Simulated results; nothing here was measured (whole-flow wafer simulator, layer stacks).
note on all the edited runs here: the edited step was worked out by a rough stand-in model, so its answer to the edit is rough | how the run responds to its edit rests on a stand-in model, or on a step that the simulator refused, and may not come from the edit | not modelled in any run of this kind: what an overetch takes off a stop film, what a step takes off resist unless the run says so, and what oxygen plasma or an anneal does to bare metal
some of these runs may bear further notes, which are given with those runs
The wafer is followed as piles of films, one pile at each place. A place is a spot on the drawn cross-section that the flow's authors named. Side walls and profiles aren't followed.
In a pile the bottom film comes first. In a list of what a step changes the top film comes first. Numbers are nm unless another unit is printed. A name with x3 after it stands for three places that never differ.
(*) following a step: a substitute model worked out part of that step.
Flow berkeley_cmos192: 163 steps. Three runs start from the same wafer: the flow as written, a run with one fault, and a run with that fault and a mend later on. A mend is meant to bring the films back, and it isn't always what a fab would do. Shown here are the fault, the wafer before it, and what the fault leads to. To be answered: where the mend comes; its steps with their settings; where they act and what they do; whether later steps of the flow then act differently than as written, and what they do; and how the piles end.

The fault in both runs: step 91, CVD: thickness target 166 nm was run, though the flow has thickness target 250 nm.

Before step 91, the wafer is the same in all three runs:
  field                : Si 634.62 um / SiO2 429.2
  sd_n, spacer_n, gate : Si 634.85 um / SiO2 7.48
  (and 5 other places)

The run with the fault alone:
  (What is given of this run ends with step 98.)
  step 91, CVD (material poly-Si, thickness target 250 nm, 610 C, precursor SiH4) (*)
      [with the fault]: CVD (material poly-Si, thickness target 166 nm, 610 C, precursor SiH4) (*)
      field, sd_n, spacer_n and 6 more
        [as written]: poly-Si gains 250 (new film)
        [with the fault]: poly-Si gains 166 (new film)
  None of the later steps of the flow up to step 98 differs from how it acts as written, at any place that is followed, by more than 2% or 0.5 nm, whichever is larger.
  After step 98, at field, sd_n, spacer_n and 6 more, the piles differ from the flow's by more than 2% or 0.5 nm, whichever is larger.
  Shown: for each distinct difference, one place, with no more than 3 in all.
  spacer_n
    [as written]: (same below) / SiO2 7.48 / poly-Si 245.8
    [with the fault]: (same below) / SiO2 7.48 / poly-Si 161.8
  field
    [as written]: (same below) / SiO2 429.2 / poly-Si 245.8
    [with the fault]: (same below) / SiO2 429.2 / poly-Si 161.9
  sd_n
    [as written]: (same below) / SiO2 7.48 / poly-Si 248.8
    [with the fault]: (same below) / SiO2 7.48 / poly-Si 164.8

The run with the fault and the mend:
  The mend stands after step 91.
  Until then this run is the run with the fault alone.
  step 91a, CVD (material poly-Si, thickness target 84 nm, 610 C, precursor SiH4) (*) (the flow's step 91 again, with other settings)
      field, sd_n, spacer_n and 6 more
        poly-Si gains 84
  None of the later steps of the flow differs from how it acts as written, at any place that is followed, by more than 2% or 0.5 nm, whichever is larger.
  By the end, the piles equal the flow's at every place that both follow.
